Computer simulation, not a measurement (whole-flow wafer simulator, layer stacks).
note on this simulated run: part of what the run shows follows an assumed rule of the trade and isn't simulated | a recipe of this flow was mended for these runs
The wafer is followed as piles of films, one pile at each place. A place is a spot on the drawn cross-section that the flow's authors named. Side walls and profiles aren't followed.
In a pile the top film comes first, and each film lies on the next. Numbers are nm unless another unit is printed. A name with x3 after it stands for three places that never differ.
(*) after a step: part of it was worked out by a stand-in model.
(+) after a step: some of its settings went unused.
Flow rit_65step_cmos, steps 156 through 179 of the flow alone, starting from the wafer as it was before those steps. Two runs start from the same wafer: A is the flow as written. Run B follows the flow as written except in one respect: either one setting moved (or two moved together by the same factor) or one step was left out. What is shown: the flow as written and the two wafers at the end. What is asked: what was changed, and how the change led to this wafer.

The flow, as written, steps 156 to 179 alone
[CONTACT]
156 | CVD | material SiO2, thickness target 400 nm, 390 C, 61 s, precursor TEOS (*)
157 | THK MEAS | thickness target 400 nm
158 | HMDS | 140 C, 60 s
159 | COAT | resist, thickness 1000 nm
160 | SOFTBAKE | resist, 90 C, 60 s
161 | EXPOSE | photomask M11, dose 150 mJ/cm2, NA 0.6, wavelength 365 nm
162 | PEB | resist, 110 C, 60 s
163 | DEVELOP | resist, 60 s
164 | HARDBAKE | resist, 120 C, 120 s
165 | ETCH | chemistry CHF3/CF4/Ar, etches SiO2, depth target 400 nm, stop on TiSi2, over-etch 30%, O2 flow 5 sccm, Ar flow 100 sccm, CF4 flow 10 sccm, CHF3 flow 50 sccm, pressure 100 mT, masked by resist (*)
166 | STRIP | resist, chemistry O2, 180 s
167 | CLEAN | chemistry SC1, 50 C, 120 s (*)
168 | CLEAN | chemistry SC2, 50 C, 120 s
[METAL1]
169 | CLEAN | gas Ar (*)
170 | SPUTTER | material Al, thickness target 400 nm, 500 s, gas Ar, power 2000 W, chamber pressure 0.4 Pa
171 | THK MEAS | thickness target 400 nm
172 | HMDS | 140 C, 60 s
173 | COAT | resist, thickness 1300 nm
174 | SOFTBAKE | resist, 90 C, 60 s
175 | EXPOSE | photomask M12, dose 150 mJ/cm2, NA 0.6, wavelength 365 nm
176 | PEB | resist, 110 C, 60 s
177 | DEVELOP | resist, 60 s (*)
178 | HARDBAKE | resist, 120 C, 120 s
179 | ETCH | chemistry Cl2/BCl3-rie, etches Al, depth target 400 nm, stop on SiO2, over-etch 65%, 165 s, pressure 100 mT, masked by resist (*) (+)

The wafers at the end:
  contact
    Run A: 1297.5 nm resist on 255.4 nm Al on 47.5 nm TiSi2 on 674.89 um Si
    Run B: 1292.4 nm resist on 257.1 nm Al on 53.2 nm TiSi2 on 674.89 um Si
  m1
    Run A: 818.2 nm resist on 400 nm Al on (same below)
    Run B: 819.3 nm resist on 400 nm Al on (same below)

What caused this: step 165, ETCH: depth target 312 nm was run, whereas the flow has depth target 400 nm.

How this came from the change, step by step:
  165 | ETCH | chemistry CHF3/CF4/Ar, etches SiO2, depth target 400 nm, stop on TiSi2, over-etch 30%, O2 flow 5 sccm, Ar flow 100 sccm, CF4 flow 10 sccm, CHF3 flow 50 sccm, pressure 100 mT, masked by resist (*)
      field, field_pw, field_nw and 10 more: A -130 resist | B -101.4 resist
      contact: A -400 SiO2 (all of it), -6 TiSi2 | B -400 SiO2 (all of it), -0.28 TiSi2
  166 | STRIP | resist, chemistry O2, 180 s
      active_n, active_p: A -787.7 resist (all of it) | B -816.3 resist (all of it)
      field: A -847 resist (all of it) | B -875.6 resist (all of it)
      (also at 10 further places)
